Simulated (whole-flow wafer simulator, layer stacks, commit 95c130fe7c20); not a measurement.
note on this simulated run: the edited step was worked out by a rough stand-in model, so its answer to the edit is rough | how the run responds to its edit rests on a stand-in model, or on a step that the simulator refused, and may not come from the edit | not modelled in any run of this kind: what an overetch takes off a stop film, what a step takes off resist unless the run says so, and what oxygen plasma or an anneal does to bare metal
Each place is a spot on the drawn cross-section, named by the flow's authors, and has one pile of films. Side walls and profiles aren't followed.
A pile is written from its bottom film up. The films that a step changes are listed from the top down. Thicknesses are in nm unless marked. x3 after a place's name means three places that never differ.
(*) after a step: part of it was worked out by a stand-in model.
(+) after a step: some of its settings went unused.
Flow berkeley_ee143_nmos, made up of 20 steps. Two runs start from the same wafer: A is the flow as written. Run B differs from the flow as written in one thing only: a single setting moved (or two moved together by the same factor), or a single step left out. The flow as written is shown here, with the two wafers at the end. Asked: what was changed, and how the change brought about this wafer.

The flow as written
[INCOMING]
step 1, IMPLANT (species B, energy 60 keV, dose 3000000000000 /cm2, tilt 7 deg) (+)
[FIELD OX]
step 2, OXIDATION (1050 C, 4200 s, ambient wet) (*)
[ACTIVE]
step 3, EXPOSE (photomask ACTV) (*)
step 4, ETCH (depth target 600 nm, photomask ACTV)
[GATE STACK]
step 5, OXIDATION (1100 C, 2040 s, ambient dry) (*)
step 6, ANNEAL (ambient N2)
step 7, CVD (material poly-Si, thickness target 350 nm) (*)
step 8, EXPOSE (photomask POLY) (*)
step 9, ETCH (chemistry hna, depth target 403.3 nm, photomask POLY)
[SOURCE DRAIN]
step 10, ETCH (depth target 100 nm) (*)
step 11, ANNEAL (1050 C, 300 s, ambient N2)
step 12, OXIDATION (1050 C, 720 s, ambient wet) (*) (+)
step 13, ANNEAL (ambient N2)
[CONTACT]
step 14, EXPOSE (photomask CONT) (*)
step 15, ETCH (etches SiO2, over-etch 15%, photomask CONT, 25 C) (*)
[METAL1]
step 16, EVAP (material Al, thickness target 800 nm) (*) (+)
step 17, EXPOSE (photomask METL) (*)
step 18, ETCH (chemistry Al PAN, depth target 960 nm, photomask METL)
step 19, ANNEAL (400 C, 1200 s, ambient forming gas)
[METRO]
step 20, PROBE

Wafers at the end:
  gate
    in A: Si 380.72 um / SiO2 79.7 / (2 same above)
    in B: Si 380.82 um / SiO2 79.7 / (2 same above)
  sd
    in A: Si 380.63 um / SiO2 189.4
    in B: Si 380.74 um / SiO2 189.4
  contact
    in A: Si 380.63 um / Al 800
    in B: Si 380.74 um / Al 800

What caused this: step 2, OXIDATION: 1680 s was run, though the flow has 4200 s.

Step by step, how the change led to this:
  step 2, OXIDATION (1050 C, 4200 s, ambient wet) (*)
      gate, sd, contact, field: A +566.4 SiO2 (new film), -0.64 chemical SiO2 (all of it), -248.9 Si | B +322.6 SiO2 (new film), -0.64 chemical SiO2 (all of it), -141.6 Si
  step 4, ETCH (depth target 600 nm, photomask ACTV)
      gate, sd, contact: A -566.4 SiO2 (all of it) | B -322.6 SiO2 (all of it)
  step 5, OXIDATION (1100 C, 2040 s, ambient dry) (*)
      field: A +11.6 SiO2, -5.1 Si | B +18.4 SiO2, -8.09 Si
  step 12, OXIDATION (1050 C, 720 s, ambient wet) (*) (+)
      field: A +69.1 SiO2, -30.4 Si | B +103.6 SiO2, -45.6 Si
